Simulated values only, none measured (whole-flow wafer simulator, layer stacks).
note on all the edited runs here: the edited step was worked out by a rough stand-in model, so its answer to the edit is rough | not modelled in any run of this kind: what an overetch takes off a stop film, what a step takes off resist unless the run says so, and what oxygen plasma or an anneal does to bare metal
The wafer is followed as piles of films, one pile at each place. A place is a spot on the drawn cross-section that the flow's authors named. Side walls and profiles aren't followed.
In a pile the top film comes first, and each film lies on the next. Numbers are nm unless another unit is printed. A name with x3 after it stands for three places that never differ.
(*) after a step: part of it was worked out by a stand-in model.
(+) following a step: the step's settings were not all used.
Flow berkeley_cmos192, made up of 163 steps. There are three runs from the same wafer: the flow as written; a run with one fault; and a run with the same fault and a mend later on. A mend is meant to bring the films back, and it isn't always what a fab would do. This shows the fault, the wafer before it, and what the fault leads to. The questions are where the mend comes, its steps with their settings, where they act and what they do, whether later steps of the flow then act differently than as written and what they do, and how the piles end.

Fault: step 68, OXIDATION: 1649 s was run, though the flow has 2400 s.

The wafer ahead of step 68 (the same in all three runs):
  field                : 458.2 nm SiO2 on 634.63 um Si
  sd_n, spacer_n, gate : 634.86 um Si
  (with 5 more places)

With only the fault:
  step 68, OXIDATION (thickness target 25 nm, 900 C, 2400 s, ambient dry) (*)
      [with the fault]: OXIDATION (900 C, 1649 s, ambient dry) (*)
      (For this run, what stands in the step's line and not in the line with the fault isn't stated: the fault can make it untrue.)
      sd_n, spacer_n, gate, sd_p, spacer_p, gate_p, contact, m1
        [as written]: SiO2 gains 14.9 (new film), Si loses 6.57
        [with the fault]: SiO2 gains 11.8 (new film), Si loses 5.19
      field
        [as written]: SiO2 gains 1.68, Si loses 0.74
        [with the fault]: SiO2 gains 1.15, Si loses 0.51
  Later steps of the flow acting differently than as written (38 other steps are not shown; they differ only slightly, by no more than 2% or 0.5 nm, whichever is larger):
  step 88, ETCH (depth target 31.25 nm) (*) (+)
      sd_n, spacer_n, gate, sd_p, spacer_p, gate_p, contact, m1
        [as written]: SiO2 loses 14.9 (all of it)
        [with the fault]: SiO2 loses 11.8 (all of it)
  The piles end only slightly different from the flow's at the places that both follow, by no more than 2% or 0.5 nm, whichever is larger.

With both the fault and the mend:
  The mend follows step 69.
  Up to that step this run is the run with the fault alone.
  step 69a, OXIDATION (900 C, 744 s, ambient dry) (*) (the flow's step 68, run once more with other settings)
      sd_n, spacer_n, gate, sd_p, spacer_p, gate_p, contact, m1
        SiO2 gains 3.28, Si loses 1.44
      field
        SiO2 gains 0.52, Si loses 0.23
  Every later step of the flow that is run acts as written, at every place that is followed, to within 2% or 0.5 nm, whichever is larger.
  The piles end only slightly different from the flow's at the places that both follow, by no more than 2% or 0.5 nm, whichever is larger.
